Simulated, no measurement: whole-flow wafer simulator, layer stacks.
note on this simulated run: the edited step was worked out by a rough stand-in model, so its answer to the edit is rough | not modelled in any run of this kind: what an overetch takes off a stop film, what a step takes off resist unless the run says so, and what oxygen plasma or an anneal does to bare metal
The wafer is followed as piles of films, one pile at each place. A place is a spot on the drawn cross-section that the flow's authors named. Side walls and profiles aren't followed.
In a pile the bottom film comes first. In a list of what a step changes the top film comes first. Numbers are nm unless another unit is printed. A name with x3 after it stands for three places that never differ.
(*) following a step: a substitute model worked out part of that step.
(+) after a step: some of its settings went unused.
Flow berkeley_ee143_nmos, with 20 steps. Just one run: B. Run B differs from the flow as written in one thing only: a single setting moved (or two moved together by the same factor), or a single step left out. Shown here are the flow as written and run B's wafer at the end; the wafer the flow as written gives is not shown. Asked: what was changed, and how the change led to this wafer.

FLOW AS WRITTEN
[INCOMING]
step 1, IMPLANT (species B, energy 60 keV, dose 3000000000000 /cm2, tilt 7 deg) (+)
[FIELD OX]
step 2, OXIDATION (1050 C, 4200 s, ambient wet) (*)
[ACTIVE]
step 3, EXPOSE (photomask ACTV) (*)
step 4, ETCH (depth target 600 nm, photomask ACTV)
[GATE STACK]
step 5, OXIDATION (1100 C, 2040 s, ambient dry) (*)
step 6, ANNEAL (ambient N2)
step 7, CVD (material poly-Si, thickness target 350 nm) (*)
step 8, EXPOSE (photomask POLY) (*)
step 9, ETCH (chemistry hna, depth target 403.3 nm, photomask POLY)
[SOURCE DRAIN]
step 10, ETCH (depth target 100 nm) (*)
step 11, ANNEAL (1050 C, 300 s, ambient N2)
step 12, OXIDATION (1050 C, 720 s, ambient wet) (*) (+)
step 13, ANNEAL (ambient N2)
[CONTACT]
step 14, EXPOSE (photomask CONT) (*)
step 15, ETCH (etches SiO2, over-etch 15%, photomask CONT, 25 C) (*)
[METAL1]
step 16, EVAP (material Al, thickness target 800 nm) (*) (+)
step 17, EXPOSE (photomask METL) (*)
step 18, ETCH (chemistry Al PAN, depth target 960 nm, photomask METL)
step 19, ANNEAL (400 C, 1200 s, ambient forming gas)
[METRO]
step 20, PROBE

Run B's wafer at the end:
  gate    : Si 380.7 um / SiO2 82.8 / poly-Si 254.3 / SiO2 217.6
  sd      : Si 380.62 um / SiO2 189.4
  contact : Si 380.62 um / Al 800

Cause: step 2, OXIDATION: 4830 s was run, while the flow as written has 4200 s.

How this came from the change, step by step:
  step 2, OXIDATION (1050 C, 4200 s, ambient wet) (*)
      gate, sd, contact, field: +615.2 SiO2 (new film), -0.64 chemical SiO2 (all of it), -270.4 Si (as written it would have been: +566.4 SiO2 (new film), -0.64 chemical SiO2 (all of it), -248.9 Si)
  step 4, ETCH (depth target 600 nm, photomask ACTV)
      gate, sd, contact: -600 SiO2 (as written it would have been: -566.4 SiO2 (all of it))
  step 5, OXIDATION (1100 C, 2040 s, ambient dry) (*)
      gate, sd, contact: +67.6 SiO2, -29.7 Si (as written it would have been: +79.7 SiO2 (new film), -35.1 Si)
      field: +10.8 SiO2, -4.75 Si (as written it would have been: +11.6 SiO2, -5.1 Si)
  step 10, ETCH (depth target 100 nm) (*)
      sd, contact: -82.8 SiO2 (all of it) (as written it would have been: -79.7 SiO2 (all of it))
  step 12, OXIDATION (1050 C, 720 s, ambient wet) (*) (+)
      field: +64.6 SiO2, -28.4 Si (as written it would have been: +69.1 SiO2, -30.4 Si)
